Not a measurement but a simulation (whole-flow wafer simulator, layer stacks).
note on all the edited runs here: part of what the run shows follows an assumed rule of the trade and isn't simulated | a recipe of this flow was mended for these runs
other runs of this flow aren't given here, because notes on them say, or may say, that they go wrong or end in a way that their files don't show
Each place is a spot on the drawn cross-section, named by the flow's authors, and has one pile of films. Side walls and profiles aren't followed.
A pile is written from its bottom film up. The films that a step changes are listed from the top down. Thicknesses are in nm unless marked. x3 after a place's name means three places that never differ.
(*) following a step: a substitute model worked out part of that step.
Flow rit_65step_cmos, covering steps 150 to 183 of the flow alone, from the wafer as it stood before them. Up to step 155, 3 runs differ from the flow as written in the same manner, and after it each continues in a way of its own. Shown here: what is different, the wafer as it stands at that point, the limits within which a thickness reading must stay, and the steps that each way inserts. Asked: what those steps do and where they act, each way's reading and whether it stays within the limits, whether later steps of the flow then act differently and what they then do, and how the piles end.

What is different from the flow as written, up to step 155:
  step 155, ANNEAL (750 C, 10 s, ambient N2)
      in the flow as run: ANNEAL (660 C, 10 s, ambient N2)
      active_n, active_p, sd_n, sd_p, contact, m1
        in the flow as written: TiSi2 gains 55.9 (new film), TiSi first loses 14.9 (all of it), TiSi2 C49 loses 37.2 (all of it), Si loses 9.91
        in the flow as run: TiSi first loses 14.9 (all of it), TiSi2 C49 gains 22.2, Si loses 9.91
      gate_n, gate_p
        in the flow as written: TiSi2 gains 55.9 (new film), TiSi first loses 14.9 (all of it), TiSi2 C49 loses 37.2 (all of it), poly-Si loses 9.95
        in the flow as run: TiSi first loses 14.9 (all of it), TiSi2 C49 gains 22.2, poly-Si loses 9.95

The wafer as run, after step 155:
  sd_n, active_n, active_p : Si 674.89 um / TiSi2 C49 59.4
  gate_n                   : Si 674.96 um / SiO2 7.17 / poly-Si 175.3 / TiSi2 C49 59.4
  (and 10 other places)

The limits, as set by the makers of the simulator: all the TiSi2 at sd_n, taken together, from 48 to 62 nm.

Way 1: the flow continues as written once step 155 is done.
  The reading taken after step 155 is 0 nm, which is outside the limits.
  Steps later in the flow that act otherwise than as written (12 more steps, not shown, differ only slightly: by at most 2% or 0.5 nm, whichever is larger):
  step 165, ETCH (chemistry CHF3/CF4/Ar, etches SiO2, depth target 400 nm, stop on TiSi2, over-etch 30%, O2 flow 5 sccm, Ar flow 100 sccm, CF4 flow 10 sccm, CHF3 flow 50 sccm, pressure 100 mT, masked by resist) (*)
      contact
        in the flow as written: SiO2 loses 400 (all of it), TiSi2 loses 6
        going this way: SiO2 loses 400 (all of it)
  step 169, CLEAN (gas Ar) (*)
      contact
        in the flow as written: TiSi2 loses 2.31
        going this way: TiSi2 C49 loses 2.44
  By the end, the piles at active_n, active_p, gate_n, gate_p, sd_n, sd_p, contact, m1 depart from the flow's by more than 2% or 0.5 nm, whichever is larger.
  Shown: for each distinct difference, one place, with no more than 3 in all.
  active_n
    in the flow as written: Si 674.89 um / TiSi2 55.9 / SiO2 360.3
    going this way: Si 674.89 um / TiSi2 C49 59.4 / SiO2 360.3
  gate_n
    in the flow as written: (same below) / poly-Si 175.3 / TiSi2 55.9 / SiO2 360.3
    going this way: (same below) / poly-Si 175.3 / TiSi2 C49 59.4 / SiO2 360.3
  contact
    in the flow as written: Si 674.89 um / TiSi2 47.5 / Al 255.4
    going this way: Si 674.89 um / TiSi2 C49 56.6 / Al 257

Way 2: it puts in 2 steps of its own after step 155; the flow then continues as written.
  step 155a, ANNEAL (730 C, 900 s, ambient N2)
      active_n, active_p, gate_n, gate_p, sd_n, sd_p, contact, m1
        TiSi2 gains 55.9 (new film), TiSi2 C49 loses 59.4 (all of it)
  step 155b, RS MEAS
      alters no film at any place that is followed
  The reading taken after step 155b is 55.9 nm, which is within the limits.
  Every later step of the flow that is run acts as written at every place that is followed.
  The piles end the same as the flow's at every place that both follow.

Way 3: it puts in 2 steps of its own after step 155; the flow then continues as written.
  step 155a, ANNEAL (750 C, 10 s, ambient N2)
      active_n, active_p, gate_n, gate_p, sd_n, sd_p, contact, m1
        TiSi2 gains 55.9 (new film), TiSi2 C49 loses 59.4 (all of it)
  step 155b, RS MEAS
      alters no film at any place that is followed
  The reading taken after step 155b is 55.9 nm, which is within the limits.
  Every later step of the flow that is run acts as written at every place that is followed.
  The piles end the same as the flow's at every place that both follow.

The limits are kept by: way 2, way 3. They are not kept by: way 1.
